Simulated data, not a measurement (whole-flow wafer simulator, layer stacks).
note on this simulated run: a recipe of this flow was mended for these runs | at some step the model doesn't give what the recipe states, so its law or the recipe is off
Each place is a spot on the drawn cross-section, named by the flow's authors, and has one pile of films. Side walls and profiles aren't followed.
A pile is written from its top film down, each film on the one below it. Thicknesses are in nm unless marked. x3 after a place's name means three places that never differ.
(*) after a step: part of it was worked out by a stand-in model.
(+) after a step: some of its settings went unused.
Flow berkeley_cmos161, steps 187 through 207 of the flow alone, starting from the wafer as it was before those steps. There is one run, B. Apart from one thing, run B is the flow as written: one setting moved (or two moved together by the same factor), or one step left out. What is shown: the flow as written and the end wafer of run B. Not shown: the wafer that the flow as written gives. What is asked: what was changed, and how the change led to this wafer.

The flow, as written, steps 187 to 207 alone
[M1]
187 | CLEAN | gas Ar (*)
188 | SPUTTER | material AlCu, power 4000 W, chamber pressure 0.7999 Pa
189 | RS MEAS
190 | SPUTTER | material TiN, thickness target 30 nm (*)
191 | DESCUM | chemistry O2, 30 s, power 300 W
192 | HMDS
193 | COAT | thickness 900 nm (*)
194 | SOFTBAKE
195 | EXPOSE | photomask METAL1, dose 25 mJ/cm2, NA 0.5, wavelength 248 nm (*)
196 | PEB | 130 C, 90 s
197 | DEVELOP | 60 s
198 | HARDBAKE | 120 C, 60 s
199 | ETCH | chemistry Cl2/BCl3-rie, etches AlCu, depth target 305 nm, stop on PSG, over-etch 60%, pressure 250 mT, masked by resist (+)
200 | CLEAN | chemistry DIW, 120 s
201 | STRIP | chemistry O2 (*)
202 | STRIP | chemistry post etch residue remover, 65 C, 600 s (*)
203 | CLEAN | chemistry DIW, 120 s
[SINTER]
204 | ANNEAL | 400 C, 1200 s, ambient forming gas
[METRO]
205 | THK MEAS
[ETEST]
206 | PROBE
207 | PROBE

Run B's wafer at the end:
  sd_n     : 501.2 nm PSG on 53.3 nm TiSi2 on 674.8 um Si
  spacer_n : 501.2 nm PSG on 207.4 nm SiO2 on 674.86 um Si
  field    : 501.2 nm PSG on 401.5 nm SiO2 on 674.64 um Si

Cause: step 190, SPUTTER: thickness target 41 nm was run, while the flow as written has thickness target 30 nm; step 199, ETCH: depth target 415 nm was run, where the flow has depth target 305 nm.

The path from the change to this, step by step:
  190 | SPUTTER | material TiN, thickness target 30 nm (*)
      field, sd_n, spacer_n, gate_n, spacer_p, gate_p, m1: TiN gains 41 (new film) (it would be, as written: TiN gains 30 (new film))
      sd_p: TiN gains 35.6 (new film) (it would be, as written: TiN gains 26.1 (new film))
      (and at 1 other place as well)
  199 | ETCH | chemistry Cl2/BCl3-rie, etches AlCu, depth target 305 nm, stop on PSG, over-etch 60%, pressure 250 mT, masked by resist (+)
      field, sd_n, spacer_n, gate_n, spacer_p, gate_p: TiN loses 41 (all of it), AlCu loses 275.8 (all of it), PSG loses 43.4 (it would be, as written: TiN loses 30 (all of it), AlCu loses 275.8 (all of it), PSG loses 22.8)
      contact, m1: KrF-resist loses 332 (it would be, as written: KrF-resist loses 244)
      (and at 1 other place as well)
  201 | STRIP | chemistry O2 (*)
      contact: KrF-resist loses 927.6 (all of it) (it would be, as written: KrF-resist loses 1013 (all of it))
      m1: KrF-resist loses 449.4 (all of it) (it would be, as written: KrF-resist loses 537.5 (all of it))
